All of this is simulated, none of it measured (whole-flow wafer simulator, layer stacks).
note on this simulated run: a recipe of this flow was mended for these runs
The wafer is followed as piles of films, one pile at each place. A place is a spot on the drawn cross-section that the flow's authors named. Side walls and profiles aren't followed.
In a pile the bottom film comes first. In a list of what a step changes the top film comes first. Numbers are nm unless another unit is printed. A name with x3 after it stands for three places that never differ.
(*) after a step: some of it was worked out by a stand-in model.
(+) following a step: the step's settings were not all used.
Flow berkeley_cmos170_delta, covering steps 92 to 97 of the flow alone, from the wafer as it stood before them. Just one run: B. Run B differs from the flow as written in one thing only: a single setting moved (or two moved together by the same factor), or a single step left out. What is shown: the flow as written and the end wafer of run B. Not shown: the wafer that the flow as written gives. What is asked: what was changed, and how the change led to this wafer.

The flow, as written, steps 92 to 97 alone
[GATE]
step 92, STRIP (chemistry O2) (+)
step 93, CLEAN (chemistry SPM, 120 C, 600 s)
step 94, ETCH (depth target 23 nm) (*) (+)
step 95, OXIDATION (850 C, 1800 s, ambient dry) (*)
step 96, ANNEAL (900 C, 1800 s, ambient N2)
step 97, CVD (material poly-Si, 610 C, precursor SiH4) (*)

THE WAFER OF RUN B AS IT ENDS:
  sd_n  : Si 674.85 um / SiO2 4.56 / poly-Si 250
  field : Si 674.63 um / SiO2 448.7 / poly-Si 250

Cause: step 95, OXIDATION: 720 s was run, whereas the flow has 1800 s.

The path from the change to this, step by step:
  step 95, OXIDATION (850 C, 1800 s, ambient dry) (*)
      sd_n, spacer_n, gate, sd_p, spacer_p x2, contact, m1: +4.56 SiO2 (new film), -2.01 Si (it would be, as written: +7.48 SiO2 (new film), -3.29 Si)
